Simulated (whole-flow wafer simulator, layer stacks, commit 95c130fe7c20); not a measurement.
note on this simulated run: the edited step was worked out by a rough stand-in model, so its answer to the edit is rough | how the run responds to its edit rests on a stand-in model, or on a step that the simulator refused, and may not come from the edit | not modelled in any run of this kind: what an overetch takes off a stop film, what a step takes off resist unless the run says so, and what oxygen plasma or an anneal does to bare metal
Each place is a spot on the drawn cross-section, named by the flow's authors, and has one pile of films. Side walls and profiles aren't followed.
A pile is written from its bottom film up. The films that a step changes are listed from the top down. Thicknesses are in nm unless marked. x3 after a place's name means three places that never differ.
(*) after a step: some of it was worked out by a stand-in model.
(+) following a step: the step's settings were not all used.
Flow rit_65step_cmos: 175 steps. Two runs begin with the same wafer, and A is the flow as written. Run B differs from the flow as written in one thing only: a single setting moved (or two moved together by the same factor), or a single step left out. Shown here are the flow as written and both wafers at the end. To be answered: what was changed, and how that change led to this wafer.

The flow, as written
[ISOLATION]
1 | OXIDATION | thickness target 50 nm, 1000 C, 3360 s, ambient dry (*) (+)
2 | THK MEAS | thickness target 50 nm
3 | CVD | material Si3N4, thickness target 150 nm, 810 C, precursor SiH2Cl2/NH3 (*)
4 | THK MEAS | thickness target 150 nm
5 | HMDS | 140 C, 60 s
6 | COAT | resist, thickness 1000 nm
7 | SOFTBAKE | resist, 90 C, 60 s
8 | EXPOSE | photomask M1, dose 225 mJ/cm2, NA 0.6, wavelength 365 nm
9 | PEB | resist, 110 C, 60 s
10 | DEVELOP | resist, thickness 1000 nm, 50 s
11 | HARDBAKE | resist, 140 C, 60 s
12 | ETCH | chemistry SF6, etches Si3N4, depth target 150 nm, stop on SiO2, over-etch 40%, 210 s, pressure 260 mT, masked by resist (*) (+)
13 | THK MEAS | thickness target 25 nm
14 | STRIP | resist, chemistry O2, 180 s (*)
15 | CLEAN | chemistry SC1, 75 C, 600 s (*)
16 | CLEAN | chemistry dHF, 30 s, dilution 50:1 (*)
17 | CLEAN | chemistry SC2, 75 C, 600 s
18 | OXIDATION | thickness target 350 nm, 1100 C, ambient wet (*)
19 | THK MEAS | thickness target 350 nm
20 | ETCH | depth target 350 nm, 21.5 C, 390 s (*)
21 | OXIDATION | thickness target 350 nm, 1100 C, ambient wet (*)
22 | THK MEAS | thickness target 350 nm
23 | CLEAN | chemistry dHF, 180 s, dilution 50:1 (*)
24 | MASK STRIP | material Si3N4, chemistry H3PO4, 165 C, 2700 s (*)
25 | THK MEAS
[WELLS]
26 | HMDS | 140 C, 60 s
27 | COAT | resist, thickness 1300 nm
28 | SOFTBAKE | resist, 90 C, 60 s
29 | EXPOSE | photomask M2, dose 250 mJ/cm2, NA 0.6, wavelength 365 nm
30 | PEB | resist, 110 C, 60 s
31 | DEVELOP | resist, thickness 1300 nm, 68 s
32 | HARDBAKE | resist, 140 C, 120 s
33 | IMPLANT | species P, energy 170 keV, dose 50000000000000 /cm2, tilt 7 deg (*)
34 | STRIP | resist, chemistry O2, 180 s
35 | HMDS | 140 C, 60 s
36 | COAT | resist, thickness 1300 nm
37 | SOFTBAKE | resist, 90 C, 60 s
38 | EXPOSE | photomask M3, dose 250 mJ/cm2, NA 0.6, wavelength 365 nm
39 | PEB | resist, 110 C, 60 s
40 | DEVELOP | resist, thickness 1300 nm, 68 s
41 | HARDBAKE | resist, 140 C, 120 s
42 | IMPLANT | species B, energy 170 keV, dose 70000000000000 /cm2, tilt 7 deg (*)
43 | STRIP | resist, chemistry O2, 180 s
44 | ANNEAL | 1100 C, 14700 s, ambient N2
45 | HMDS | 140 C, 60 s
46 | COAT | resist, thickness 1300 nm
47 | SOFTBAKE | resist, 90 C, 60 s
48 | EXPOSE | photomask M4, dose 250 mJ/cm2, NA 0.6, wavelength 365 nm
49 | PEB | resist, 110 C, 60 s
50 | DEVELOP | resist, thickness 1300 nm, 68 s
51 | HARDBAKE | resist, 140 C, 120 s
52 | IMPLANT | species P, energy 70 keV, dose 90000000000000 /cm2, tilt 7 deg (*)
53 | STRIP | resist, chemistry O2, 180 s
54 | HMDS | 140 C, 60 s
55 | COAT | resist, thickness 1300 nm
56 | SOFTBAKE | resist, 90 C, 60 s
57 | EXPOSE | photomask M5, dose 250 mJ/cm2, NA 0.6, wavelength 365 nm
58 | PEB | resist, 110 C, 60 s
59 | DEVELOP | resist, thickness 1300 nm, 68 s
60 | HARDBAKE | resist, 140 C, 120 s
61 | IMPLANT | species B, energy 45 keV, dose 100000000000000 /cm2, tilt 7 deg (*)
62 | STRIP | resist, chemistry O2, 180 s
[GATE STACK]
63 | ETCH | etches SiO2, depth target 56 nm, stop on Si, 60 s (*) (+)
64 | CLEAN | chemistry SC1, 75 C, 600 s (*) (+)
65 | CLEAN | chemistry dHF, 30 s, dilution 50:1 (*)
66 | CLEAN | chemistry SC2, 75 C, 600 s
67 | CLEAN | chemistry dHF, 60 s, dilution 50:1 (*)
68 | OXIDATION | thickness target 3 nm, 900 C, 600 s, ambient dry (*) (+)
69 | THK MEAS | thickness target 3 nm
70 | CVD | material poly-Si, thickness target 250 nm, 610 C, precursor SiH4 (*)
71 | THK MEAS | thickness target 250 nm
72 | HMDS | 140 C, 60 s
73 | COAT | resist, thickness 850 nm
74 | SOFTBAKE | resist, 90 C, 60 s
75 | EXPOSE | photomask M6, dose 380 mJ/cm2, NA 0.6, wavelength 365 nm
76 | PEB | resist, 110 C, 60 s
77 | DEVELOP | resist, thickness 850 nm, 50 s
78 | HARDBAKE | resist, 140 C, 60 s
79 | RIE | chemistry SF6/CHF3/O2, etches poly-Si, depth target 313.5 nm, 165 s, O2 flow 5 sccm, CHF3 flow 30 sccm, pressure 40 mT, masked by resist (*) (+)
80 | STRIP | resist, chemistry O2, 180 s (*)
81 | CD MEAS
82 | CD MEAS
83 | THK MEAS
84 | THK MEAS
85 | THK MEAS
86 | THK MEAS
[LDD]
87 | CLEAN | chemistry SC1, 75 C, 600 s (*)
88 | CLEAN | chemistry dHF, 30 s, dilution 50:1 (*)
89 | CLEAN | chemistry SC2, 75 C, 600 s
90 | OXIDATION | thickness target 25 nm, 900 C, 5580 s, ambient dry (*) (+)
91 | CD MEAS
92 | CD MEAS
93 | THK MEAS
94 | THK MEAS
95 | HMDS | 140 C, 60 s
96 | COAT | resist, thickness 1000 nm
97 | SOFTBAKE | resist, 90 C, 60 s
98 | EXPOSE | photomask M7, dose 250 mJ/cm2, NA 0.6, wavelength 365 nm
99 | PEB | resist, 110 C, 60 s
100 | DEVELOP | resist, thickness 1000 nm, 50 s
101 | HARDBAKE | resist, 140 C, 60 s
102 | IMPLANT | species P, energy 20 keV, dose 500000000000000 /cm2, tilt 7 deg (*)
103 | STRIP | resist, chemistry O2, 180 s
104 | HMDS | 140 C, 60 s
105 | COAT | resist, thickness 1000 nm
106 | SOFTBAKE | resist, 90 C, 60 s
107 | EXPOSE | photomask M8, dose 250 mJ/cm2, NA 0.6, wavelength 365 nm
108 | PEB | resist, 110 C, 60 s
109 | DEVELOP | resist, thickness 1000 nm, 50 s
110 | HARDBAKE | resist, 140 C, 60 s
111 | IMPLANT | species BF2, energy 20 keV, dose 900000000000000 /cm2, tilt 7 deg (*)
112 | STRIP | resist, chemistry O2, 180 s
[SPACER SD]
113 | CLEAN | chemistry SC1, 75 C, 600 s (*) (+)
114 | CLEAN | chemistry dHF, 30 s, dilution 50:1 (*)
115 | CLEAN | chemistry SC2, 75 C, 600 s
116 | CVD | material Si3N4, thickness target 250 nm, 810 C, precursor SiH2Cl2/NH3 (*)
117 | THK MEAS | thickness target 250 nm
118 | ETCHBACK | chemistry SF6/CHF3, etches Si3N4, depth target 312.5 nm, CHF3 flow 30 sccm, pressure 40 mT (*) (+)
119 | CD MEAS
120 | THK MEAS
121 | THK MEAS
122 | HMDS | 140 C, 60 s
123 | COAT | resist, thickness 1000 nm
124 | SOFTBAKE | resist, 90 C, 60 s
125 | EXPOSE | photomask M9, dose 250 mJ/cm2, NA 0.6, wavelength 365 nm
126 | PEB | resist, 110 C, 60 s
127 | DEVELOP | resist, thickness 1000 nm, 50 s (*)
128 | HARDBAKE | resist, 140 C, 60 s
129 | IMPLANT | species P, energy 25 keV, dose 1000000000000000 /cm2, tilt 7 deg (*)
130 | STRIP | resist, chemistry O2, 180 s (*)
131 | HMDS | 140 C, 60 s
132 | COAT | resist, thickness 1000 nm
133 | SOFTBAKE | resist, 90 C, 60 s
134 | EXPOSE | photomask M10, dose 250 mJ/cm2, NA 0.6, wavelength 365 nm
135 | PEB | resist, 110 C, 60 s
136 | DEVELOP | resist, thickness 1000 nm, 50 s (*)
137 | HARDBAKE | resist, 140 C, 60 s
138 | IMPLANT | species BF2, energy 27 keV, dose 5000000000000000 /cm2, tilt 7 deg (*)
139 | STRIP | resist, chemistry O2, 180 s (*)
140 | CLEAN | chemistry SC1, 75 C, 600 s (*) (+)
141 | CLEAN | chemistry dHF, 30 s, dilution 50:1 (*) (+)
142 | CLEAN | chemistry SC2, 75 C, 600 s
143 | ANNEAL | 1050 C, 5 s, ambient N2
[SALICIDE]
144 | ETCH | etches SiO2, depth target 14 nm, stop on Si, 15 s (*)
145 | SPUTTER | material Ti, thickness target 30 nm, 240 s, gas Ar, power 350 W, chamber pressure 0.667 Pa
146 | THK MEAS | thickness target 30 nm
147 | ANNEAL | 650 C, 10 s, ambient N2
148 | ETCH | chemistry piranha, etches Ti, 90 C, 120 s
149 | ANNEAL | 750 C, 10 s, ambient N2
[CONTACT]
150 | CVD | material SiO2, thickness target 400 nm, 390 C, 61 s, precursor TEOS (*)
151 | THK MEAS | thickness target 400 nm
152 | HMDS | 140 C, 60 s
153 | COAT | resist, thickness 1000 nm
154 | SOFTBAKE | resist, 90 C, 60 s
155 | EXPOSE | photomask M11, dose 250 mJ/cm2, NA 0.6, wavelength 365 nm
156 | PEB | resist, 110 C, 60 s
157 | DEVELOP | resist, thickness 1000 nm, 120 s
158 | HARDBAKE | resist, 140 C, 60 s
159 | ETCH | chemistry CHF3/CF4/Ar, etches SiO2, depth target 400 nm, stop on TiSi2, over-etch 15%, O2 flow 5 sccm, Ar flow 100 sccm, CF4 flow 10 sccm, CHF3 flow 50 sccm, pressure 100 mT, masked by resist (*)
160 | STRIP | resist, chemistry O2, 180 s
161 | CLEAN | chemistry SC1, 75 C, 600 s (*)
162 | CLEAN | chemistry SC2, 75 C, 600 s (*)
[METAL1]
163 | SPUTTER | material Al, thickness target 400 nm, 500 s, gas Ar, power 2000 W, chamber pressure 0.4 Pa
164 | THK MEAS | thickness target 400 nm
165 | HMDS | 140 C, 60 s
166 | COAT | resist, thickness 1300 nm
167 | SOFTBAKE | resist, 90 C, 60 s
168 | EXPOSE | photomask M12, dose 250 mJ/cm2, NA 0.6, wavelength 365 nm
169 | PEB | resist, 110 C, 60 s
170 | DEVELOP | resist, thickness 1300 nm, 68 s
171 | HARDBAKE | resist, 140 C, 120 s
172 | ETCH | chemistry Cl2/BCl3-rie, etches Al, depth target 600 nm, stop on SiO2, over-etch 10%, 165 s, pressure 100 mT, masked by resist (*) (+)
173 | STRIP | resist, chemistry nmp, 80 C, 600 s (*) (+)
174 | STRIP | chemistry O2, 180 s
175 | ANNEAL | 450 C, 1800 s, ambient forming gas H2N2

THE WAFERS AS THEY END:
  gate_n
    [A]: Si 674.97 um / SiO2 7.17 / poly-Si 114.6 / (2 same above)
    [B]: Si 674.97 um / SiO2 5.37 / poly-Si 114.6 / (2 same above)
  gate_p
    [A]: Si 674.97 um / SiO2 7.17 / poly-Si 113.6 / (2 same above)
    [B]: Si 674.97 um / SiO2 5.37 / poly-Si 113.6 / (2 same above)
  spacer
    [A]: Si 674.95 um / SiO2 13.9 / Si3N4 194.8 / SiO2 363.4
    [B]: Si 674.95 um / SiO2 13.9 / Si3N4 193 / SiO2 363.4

The reason: step 68, OXIDATION: 360 s was run, while the flow as written has 600 s.

How this came from the change, step by step:
  68 | OXIDATION | thickness target 3 nm, 900 C, 600 s, ambient dry (*) (+)
      active_n, active_p, gate_n and 7 more: A SiO2 gains 7.17 (new film), Si loses 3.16 | B SiO2 gains 5.37 (new film), Si loses 2.36
  79 | RIE | chemistry SF6/CHF3/O2, etches poly-Si, depth target 313.5 nm, 165 s, O2 flow 5 sccm, CHF3 flow 30 sccm, pressure 40 mT, masked by resist (*) (+)
      active_n, active_p, spacer, spacer_p, sd_n, sd_p, contact, m1: A poly-Si loses 250 (all of it), SiO2 loses 7.17 (all of it) | B poly-Si loses 250 (all of it), SiO2 loses 5.37 (all of it)
  118 | ETCHBACK | chemistry SF6/CHF3, etches Si3N4, depth target 312.5 nm, CHF3 flow 30 sccm, pressure 40 mT (*) (+)
      spacer, spacer_p: A Si3N4 loses 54 | B Si3N4 loses 55.8
